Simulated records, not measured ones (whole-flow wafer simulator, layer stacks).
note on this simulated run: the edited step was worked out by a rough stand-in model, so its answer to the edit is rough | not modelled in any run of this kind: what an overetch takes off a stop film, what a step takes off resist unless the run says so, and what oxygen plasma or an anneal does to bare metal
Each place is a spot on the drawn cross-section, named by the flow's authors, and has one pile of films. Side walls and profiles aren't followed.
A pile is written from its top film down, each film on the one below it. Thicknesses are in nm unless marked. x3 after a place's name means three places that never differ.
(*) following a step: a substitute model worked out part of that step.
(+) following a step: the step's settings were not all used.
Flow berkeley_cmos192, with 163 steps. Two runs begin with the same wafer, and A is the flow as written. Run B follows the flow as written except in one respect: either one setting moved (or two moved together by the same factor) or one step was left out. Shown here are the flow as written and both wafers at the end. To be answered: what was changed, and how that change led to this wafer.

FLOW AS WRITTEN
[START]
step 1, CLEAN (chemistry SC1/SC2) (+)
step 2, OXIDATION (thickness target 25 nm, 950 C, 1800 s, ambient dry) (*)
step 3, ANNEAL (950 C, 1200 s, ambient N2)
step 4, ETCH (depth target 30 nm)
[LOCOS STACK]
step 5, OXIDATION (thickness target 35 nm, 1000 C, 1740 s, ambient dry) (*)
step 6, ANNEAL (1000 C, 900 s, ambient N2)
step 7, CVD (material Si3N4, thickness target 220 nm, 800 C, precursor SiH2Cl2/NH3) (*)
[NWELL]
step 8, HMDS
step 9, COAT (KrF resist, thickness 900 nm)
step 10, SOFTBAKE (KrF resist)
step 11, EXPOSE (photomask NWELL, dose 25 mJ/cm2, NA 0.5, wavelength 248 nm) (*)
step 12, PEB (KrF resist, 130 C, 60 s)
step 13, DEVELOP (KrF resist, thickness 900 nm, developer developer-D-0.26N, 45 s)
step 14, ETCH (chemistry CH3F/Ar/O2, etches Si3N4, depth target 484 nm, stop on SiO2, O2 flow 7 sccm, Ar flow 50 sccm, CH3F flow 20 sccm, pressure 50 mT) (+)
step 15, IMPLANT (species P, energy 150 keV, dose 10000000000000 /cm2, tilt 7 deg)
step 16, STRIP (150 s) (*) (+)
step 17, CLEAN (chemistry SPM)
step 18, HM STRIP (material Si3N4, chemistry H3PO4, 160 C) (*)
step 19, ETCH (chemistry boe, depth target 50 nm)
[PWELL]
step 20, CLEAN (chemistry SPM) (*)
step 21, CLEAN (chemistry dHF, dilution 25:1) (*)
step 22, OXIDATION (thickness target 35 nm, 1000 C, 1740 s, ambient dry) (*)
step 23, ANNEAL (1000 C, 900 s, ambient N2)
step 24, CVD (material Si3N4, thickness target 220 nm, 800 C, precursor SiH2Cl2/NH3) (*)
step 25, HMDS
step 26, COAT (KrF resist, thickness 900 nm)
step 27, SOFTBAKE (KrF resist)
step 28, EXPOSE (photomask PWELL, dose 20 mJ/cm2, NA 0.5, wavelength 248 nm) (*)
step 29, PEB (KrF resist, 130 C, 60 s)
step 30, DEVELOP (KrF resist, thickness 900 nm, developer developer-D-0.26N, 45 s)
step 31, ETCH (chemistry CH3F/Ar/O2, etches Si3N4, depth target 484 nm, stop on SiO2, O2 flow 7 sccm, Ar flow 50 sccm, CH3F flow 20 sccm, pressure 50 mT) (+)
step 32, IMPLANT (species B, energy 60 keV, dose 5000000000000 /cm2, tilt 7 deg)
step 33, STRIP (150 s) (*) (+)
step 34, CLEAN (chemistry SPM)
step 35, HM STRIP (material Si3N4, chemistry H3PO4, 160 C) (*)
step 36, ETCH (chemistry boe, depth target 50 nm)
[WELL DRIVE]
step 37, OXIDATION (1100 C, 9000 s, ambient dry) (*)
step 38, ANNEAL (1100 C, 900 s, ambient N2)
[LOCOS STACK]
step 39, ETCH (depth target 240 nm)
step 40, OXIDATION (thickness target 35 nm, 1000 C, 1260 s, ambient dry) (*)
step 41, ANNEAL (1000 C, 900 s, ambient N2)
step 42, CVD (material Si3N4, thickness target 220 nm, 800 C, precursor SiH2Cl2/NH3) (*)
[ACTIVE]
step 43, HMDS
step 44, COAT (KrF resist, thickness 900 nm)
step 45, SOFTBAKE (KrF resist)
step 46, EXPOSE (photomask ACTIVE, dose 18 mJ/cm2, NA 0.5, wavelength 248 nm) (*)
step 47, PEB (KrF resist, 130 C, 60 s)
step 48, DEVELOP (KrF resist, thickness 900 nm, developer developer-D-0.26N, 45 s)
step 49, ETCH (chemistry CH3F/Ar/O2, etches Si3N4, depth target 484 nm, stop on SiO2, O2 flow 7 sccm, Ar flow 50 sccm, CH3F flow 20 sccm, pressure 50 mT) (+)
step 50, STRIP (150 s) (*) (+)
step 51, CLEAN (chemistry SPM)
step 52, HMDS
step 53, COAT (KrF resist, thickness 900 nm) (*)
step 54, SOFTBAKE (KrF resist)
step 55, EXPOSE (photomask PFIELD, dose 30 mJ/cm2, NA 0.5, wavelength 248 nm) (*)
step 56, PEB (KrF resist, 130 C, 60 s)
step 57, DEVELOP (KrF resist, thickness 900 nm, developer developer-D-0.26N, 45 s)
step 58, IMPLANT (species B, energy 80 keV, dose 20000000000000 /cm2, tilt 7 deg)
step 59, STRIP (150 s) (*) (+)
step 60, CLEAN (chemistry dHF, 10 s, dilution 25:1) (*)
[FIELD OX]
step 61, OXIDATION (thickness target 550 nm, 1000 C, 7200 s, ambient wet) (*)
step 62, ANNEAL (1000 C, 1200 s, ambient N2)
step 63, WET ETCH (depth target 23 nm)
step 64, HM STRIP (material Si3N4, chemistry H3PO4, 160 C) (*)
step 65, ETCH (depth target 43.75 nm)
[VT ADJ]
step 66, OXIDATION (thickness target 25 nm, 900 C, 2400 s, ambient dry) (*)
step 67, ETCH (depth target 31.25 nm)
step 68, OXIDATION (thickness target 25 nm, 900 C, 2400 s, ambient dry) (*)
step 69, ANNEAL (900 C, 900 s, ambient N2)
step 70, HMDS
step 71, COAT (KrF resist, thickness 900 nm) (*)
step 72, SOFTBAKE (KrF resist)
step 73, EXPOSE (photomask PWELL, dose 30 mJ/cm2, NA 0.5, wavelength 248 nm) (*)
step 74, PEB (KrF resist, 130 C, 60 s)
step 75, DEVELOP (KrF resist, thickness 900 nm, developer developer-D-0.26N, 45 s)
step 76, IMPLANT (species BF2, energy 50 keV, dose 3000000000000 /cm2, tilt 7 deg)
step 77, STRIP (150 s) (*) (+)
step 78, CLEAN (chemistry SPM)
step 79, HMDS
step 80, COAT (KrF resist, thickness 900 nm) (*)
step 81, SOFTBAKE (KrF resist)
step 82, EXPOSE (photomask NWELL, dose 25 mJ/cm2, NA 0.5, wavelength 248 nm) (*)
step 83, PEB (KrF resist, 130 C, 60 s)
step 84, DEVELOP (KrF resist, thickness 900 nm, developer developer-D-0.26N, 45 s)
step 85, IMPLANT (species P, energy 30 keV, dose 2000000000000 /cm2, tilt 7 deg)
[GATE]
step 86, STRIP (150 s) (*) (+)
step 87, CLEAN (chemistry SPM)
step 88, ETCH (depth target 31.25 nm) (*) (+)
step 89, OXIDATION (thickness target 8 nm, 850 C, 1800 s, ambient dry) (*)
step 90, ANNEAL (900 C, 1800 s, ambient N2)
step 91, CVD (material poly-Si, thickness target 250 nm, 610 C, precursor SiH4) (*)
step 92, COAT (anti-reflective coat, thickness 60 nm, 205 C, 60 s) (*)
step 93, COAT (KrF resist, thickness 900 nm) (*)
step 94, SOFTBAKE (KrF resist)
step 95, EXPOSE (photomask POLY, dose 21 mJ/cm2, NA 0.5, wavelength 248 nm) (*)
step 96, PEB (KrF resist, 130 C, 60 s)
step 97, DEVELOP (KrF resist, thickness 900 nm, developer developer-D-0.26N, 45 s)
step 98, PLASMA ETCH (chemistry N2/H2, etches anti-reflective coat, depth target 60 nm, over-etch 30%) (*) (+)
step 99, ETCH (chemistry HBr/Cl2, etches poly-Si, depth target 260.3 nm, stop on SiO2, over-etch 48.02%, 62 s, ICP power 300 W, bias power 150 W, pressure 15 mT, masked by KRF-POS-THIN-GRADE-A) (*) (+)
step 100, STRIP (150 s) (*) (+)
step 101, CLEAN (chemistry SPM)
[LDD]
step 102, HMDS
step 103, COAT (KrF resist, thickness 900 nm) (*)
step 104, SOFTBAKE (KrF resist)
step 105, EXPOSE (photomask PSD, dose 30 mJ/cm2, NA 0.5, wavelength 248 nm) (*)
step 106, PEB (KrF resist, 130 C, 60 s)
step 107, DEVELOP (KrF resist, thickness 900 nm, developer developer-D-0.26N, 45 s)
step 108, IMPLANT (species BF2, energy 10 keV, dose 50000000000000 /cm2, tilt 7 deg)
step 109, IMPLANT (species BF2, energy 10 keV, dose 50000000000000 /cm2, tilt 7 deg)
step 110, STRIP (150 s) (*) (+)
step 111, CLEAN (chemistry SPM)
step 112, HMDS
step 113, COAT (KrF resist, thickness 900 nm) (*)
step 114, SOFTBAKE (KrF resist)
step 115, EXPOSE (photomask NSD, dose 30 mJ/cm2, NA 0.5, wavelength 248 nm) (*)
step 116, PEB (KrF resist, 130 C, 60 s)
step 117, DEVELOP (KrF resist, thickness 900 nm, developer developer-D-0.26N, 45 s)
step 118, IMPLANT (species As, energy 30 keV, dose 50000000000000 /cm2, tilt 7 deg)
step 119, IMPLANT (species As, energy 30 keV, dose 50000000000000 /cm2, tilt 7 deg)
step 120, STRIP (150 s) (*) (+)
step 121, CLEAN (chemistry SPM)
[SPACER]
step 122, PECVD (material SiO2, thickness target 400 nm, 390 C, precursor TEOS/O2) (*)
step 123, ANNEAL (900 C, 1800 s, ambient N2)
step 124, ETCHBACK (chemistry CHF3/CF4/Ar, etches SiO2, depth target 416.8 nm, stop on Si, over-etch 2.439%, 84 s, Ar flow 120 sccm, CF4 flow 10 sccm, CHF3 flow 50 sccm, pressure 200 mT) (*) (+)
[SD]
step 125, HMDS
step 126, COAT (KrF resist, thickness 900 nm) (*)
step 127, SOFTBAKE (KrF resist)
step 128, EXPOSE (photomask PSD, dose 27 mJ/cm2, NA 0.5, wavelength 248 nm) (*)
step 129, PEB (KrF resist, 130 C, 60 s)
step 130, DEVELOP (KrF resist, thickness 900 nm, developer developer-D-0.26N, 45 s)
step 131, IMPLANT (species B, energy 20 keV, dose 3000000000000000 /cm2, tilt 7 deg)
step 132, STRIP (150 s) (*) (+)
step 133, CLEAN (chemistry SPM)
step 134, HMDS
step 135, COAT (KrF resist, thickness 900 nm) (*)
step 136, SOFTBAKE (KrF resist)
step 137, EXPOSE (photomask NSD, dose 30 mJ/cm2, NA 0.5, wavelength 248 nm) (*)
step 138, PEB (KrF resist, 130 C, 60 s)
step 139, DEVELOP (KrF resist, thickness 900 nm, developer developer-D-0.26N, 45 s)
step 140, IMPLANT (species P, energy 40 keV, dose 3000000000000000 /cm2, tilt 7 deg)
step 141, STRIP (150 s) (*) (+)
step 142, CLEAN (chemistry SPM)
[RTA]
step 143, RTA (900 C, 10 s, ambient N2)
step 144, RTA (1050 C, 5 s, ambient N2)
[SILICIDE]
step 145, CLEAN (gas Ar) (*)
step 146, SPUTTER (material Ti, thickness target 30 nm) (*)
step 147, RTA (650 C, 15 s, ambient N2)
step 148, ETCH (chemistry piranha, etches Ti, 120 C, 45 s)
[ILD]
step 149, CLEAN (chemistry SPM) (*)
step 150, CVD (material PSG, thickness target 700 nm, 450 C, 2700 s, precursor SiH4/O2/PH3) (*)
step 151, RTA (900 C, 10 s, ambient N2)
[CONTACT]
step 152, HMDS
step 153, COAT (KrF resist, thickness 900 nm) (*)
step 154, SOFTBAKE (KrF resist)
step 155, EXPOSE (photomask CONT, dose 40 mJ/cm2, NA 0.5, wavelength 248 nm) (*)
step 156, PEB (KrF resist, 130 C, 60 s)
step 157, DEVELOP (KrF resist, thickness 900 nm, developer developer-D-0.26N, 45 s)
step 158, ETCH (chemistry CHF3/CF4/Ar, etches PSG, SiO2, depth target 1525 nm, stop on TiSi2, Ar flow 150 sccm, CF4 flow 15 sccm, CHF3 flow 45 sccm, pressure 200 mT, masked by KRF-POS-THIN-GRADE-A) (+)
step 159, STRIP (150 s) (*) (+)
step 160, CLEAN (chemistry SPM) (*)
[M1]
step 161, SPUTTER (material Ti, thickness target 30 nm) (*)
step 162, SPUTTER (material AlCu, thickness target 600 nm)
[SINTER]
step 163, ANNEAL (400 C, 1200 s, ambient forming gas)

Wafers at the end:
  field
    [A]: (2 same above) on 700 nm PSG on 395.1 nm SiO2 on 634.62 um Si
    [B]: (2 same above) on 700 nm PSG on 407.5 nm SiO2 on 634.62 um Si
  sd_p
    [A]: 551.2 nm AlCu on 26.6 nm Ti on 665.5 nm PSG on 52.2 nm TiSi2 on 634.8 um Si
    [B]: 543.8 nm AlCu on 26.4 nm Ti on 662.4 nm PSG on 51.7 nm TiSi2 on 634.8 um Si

What caused this: step 88, ETCH: depth target 18.75 nm was run, though the flow has depth target 31.25 nm.

How this came from the change, step by step:
  step 88, ETCH (depth target 31.25 nm) (*) (+)
      field: A SiO2 loses 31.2 | B SiO2 loses 18.8
  step 92, COAT (anti-reflective coat, thickness 60 nm, 205 C, 60 s) (*)
      sd_n: A anti-reflective coat gains 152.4 (new film) | B anti-reflective coat gains 161.1 (new film)
      spacer_n: A anti-reflective coat gains 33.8 (new film) | B anti-reflective coat gains 30.8 (new film)
      (also at 5 further places)
  step 98, PLASMA ETCH (chemistry N2/H2, etches anti-reflective coat, depth target 60 nm, over-etch 30%) (*) (+)
      sd_n: A anti-reflective coat loses 152.4 (all of it), poly-Si loses 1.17 | B anti-reflective coat loses 161.1 (all of it), poly-Si loses 1.24
      spacer_n: A anti-reflective coat loses 33.8 (all of it), poly-Si loses 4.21 | B anti-reflective coat loses 30.8 (all of it), poly-Si loses 4.58
      (also at 3 further places)
  step 100, STRIP (150 s) (*) (+)
      gate: A chemical SiO2 gains 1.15 (new film), KrF resist loses 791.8 (all of it), anti-reflective coat loses 30 (all of it), poly-Si loses 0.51 | B chemical SiO2 gains 1.15 (new film), KrF resist loses 802.3 (all of it), anti-reflective coat loses 26.8 (all of it), poly-Si loses 0.51
      gate_p: A chemical SiO2 gains 1.15 (new film), KrF resist loses 765.1 (all of it), anti-reflective coat loses 31 (all of it), poly-Si loses 0.51 | B chemical SiO2 gains 1.15 (new film), KrF resist loses 772 (all of it), anti-reflective coat loses 28.7 (all of it), poly-Si loses 0.51
